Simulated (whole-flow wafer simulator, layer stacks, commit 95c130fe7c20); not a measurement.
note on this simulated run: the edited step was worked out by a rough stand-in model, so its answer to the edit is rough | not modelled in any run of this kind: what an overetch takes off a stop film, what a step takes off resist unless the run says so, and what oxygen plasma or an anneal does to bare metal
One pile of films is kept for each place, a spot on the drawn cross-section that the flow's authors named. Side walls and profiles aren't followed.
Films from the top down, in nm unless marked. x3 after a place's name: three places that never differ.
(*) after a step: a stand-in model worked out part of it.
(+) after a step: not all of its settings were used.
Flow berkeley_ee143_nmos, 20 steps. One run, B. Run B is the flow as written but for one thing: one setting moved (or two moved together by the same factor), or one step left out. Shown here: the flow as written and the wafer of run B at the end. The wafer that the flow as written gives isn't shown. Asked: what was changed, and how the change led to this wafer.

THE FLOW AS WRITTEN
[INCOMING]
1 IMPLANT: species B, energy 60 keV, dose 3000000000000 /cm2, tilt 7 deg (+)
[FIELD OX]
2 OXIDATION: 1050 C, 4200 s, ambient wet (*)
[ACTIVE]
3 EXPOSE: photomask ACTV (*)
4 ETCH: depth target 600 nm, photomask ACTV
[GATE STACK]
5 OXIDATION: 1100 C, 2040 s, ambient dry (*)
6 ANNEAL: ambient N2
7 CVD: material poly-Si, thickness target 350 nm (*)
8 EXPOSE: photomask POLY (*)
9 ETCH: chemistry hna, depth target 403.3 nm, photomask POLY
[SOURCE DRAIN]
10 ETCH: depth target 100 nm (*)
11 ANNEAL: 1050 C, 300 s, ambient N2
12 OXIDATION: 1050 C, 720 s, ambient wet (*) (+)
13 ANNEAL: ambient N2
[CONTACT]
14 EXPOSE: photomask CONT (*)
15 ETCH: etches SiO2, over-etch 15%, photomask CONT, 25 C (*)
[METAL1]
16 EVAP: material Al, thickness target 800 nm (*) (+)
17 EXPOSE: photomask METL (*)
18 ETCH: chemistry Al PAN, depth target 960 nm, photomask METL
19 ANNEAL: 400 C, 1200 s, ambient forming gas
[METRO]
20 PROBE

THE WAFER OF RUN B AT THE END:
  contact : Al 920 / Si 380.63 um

The cause: step 16, EVAP: thickness target 920 nm was run, where the flow has thickness target 800 nm.
It can be read off the wafer: contact has Al 920, and step 16 as written asks for 800 nm.

How the change led to this, step by step:
  16 EVAP: material Al, thickness target 800 nm (*) (+)
      gate, sd, contact, field: Al +920 (new film) (as written it would be: Al +800 (new film))
  18 ETCH: chemistry Al PAN, depth target 960 nm, photomask METL
      gate, sd, field: Al -920 (all of it) (as written it would be: Al -800 (all of it))
